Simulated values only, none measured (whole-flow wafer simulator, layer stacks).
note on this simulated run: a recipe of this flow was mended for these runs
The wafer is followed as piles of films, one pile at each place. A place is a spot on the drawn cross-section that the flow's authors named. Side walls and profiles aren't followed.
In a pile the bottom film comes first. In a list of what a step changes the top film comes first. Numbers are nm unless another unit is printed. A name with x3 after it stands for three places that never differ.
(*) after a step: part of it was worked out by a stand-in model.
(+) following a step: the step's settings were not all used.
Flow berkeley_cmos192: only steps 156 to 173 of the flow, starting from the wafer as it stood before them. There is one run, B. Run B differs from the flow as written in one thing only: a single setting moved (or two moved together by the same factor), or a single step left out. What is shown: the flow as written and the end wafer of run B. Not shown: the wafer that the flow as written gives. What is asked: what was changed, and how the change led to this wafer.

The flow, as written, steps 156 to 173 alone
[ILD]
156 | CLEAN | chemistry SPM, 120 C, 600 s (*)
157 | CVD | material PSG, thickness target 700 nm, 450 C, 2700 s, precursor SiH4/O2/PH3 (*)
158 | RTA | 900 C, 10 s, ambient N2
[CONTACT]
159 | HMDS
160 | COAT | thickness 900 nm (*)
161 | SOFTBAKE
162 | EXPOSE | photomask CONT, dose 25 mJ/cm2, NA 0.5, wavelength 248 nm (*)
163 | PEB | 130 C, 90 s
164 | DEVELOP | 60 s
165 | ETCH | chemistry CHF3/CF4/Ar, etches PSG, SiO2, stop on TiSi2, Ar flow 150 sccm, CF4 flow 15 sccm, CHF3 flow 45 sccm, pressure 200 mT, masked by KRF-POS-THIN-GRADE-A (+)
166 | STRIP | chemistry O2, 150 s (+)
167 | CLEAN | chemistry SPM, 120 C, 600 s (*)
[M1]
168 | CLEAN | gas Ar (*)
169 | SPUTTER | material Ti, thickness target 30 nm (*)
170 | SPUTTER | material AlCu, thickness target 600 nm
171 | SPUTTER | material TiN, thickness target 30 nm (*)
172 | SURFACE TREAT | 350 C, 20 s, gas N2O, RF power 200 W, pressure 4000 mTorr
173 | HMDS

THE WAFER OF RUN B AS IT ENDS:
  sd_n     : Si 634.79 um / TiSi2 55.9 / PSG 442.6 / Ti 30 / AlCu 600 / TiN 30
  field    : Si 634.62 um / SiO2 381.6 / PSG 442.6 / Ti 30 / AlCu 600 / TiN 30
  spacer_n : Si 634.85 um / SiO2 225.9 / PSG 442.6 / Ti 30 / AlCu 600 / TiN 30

Cause: step 157, CVD: thickness target 448 nm was run, whereas the flow has thickness target 700 nm; step 157, CVD: 1728 s was run, where the flow has 2700 s.

The path from the change to this, step by step:
  157 | CVD | material PSG, thickness target 700 nm, 450 C, 2700 s, precursor SiH4/O2/PH3 (*)
      field, sd_n, spacer_n, gate, spacer_p, gate_p, contact, m1: PSG gains 448 (new film) (it would be, as written: PSG gains 700 (new film))
      sd_p: PSG gains 429.8 (new film) (it would be, as written: PSG gains 668 (new film))
  165 | ETCH | chemistry CHF3/CF4/Ar, etches PSG, SiO2, stop on TiSi2, Ar flow 150 sccm, CF4 flow 15 sccm, CHF3 flow 45 sccm, pressure 200 mT, masked by KRF-POS-THIN-GRADE-A (+)
      field, sd_n, spacer_n, gate, sd_p, spacer_p, gate_p, m1: KrF-resist loses 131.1 (it would be, as written: KrF-resist loses 194.1)
      contact: PSG loses 448 (all of it), TiSi2 loses 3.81 (it would be, as written: PSG loses 700 (all of it), TiSi2 loses 3.81)
  166 | STRIP | chemistry O2, 150 s (+)
      field: KrF-resist loses 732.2 (all of it) (it would be, as written: KrF-resist loses 672.6 (all of it))
      sd_n: KrF-resist loses 845.9 (all of it) (it would be, as written: KrF-resist loses 784.4 (all of it))
      (also at 6 further places)
  169 | SPUTTER | material Ti, thickness target 30 nm (*)
      contact: Ti gains 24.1 (new film) (it would be, as written: Ti gains 21.1 (new film))
  170 | SPUTTER | material AlCu, thickness target 600 nm
      contact: AlCu gains 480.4 (new film) (it would be, as written: AlCu gains 411.7 (new film))
  171 | SPUTTER | material TiN, thickness target 30 nm (*)
      contact: TiN gains 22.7 (new film) (it would be, as written: TiN gains 16 (new film))
